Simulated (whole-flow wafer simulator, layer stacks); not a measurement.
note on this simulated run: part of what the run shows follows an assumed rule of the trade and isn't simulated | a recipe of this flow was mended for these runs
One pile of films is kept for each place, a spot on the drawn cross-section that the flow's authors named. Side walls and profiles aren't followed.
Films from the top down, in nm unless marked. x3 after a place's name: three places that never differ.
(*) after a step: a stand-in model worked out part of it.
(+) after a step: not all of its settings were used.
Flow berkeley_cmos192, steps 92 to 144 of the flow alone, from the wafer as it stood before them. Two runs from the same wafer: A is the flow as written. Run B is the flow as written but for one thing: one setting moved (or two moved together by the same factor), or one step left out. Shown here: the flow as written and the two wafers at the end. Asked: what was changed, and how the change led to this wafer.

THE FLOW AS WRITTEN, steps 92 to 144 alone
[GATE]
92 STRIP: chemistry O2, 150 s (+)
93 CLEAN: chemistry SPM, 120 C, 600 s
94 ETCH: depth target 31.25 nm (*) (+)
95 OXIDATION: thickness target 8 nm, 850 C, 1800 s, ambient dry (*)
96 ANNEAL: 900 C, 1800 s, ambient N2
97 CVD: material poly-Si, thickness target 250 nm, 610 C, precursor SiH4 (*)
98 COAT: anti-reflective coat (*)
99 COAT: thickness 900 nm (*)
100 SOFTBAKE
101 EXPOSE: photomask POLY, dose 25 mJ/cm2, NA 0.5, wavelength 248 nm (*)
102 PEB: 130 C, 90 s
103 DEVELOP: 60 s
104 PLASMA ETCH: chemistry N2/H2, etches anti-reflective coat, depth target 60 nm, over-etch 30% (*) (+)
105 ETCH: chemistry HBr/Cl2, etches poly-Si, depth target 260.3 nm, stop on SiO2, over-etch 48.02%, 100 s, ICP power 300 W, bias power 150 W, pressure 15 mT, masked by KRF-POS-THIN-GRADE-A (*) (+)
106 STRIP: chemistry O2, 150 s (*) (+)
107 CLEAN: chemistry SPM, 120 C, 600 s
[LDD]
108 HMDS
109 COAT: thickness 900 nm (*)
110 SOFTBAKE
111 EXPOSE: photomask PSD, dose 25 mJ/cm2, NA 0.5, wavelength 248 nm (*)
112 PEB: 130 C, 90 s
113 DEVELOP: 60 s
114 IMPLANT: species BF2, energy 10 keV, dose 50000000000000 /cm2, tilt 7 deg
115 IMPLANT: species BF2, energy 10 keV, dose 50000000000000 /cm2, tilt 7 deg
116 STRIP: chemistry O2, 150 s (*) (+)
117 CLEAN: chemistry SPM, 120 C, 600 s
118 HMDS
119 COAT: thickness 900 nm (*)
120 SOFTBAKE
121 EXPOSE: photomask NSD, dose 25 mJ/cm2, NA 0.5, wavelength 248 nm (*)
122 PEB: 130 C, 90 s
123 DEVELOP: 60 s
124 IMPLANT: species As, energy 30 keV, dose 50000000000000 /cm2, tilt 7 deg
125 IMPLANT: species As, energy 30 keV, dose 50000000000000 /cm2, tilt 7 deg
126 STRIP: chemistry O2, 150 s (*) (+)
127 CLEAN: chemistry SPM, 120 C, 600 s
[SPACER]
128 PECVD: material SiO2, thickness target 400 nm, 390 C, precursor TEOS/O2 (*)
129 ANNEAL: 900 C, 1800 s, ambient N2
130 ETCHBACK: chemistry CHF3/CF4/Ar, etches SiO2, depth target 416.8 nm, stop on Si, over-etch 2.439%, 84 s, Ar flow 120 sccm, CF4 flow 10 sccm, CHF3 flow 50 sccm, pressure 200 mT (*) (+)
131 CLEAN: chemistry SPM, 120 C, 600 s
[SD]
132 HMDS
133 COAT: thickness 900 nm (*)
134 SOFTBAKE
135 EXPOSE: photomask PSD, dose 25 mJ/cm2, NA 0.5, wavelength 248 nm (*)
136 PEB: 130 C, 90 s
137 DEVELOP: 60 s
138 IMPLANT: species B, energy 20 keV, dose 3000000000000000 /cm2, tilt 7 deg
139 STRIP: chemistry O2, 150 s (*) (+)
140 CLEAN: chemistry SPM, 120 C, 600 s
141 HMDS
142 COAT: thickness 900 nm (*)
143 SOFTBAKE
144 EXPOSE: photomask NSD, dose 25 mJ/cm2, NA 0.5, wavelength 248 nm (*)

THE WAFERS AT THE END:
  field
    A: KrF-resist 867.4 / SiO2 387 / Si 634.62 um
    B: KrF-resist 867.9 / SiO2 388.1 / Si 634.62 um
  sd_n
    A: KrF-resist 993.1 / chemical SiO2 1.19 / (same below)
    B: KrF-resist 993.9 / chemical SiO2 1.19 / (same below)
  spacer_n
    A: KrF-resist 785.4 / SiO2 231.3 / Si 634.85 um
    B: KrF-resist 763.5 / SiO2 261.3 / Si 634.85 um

The cause: step 97, CVD: thickness target 280 nm was run, where the flow has thickness target 250 nm.

How the change led to this, step by step:
  97 CVD: material poly-Si, thickness target 250 nm, 610 C, precursor SiH4 (*)
      field, sd_n, spacer_n and 6 more: A poly-Si +250 (new film) | B poly-Si +280 (new film)
  105 ETCH: chemistry HBr/Cl2, etches poly-Si, depth target 260.3 nm, stop on SiO2, over-etch 48.02%, 100 s, ICP power 300 W, bias power 150 W, pressure 15 mT, masked by KRF-POS-THIN-GRADE-A (*) (+)
      spacer_n, spacer_p: A poly-Si -246.2 (all of it), SiO2 -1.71 | B poly-Si -276.1 (all of it), SiO2 -0.55
      field: A poly-Si -246.1 (all of it), SiO2 -1.71 | B poly-Si -276.1 (all of it), SiO2 -0.55
      (and at 4 more places)
  109 COAT: thickness 900 nm (*)
      gate: A KrF-resist +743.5 (new film) | B KrF-resist +718.7 (new film)
      gate_p: A KrF-resist +739.8 (new film) | B KrF-resist +715 (new film)
  113 DEVELOP: 60 s
      gate_p: A KrF-resist -738.2 (all of it) | B KrF-resist -713.5 (all of it)
  116 STRIP: chemistry O2, 150 s (*) (+)
      gate: A KrF-resist -727 (all of it), chemical SiO2 +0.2, poly-Si -0.09 | B KrF-resist -702.2 (all of it), chemical SiO2 +0.2, poly-Si -0.09
  119 COAT: thickness 900 nm (*)
      gate: A KrF-resist +743.4 (new film) | B KrF-resist +718.6 (new film)
      gate_p: A KrF-resist +739.7 (new film) | B KrF-resist +714.9 (new film)
  123 DEVELOP: 60 s
      gate: A KrF-resist -741.9 (all of it) | B KrF-resist -717.1 (all of it)
  126 STRIP: chemistry O2, 150 s (*) (+)
      gate_p: A KrF-resist -723.2 (all of it), chemical SiO2 +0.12, poly-Si -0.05 | B KrF-resist -698.4 (all of it), chemical SiO2 +0.12, poly-Si -0.05
  130 ETCHBACK: chemistry CHF3/CF4/Ar, etches SiO2, depth target 416.8 nm, stop on Si, over-etch 2.439%, 84 s, Ar flow 120 sccm, CF4 flow 10 sccm, CHF3 flow 50 sccm, pressure 200 mT (*) (+)
      spacer_n: A SiO2 -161 | B SiO2 -132.2
      spacer_p: A SiO2 -161 | B SiO2 -132.1
  133 COAT: thickness 900 nm (*)
      spacer_n: A KrF-resist +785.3 (new film) | B KrF-resist +763.4 (new film)
      gate: A KrF-resist +764.7 (new film) | B KrF-resist +743.3 (new film)
      (and at 2 more places)
  137 DEVELOP: 60 s
      spacer_p: A KrF-resist -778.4 (all of it) | B KrF-resist -756.5 (all of it)
      gate_p: A KrF-resist -757.7 (all of it) | B KrF-resist -736.3 (all of it)
  139 STRIP: chemistry O2, 150 s (*) (+)
      spacer_n: A KrF-resist -768.7 (all of it) | B KrF-resist -746.8 (all of it)
      gate: A KrF-resist -748.1 (all of it), chemical SiO2 +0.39, poly-Si -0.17 | B KrF-resist -726.8 (all of it), chemical SiO2 +0.39, poly-Si -0.17
  142 COAT: thickness 900 nm (*)
      spacer_n: A KrF-resist +785.4 (new film) | B KrF-resist +763.5 (new film)
      gate: A KrF-resist +764.6 (new film) | B KrF-resist +743.1 (new film)
      (and at 2 more places)
